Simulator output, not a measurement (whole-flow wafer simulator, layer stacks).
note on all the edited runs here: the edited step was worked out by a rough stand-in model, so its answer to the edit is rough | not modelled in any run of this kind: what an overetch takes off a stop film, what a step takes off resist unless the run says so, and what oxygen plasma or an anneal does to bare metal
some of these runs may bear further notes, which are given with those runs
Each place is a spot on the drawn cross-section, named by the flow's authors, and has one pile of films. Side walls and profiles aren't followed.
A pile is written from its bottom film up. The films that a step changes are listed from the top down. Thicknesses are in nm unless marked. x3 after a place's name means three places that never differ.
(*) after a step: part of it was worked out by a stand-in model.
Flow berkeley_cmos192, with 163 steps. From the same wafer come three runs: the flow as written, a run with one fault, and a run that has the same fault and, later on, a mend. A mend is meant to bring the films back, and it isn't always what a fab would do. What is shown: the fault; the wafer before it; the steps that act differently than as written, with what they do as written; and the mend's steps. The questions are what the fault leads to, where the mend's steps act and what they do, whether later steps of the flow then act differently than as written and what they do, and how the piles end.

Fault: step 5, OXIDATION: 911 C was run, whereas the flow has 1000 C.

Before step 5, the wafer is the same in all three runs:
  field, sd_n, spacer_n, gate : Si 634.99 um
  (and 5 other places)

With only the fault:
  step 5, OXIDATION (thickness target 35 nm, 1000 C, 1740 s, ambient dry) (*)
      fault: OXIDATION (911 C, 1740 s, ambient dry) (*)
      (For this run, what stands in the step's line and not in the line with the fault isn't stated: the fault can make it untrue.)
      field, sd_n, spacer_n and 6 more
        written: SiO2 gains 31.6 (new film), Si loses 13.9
        fault: SiO2 gains 13.6 (new film), Si loses 5.97
  Later steps of the flow acting differently than as written:
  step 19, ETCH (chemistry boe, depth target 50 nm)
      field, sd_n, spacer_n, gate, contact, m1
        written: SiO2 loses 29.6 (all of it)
        fault: SiO2 loses 11.5 (all of it)
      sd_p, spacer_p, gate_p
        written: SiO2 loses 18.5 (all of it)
        fault: SiO2 loses 0.48 (all of it)
  When the end is reached, the piles differ only a little from the flow's at the places that both follow, at most by 2% or 0.5 nm, whichever is larger.

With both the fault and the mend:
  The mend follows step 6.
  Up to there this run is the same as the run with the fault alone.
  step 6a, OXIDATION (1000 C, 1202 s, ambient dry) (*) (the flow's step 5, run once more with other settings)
      field, sd_n, spacer_n and 6 more
        SiO2 gains 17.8, Si loses 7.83
  Every later step of the flow that is run acts as written, at every place that is followed, to within 2% or 0.5 nm, whichever is larger.
  When the end is reached, the piles differ only a little from the flow's at the places that both follow, at most by 2% or 0.5 nm, whichever is larger.
